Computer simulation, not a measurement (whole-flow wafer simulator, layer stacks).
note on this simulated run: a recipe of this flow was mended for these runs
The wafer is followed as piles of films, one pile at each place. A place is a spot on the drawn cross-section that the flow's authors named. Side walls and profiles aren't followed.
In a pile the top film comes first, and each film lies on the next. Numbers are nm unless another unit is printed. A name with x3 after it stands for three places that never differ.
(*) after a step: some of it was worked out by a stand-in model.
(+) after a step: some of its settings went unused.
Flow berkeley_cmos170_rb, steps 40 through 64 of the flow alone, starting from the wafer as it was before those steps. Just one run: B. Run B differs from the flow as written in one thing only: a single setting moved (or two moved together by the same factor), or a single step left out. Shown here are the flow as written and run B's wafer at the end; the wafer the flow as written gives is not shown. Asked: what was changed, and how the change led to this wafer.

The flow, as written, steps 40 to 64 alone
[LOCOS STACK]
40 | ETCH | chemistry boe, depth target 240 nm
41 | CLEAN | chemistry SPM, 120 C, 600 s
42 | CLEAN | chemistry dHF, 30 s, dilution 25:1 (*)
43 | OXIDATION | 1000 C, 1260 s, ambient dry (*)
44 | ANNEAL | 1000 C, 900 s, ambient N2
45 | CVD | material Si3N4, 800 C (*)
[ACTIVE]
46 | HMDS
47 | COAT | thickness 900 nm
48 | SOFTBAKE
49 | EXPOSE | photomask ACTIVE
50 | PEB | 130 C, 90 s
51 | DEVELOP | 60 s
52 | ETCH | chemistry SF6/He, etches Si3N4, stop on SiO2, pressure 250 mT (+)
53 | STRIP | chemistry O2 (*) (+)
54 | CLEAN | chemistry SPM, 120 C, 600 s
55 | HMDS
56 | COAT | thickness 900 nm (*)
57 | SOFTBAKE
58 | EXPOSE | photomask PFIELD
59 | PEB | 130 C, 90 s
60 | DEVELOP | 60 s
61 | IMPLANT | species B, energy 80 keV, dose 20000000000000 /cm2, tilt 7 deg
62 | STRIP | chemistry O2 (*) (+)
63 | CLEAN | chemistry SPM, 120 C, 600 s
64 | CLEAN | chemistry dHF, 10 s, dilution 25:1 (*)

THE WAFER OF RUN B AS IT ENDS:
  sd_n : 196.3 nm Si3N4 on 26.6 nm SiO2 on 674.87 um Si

What caused this: step 45, CVD: 792 C was run, whereas the flow has 800 C.

How this came from the change, step by step:
  45 | CVD | material Si3N4, 800 C (*)
      field, sd_n, spacer_n and 6 more: Si3N4 gains 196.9 (new film) (as written it would have been: Si3N4 gains 220 (new film))
  52 | ETCH | chemistry SF6/He, etches Si3N4, stop on SiO2, pressure 250 mT (+)
      sd_n, spacer_n, gate, sd_p, spacer_p, gate_p, contact, m1: KrF-resist loses 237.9 (as written it would have been: KrF-resist loses 263)
      field: Si3N4 loses 196.9 (all of it), SiO2 loses 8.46 (as written it would have been: Si3N4 loses 220 (all of it), SiO2 loses 8.46)
  53 | STRIP | chemistry O2 (*) (+)
      sd_n, spacer_n, gate, sd_p, spacer_p, gate_p, contact, m1: KrF-resist loses 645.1 (all of it) (as written it would have been: KrF-resist loses 620 (all of it))
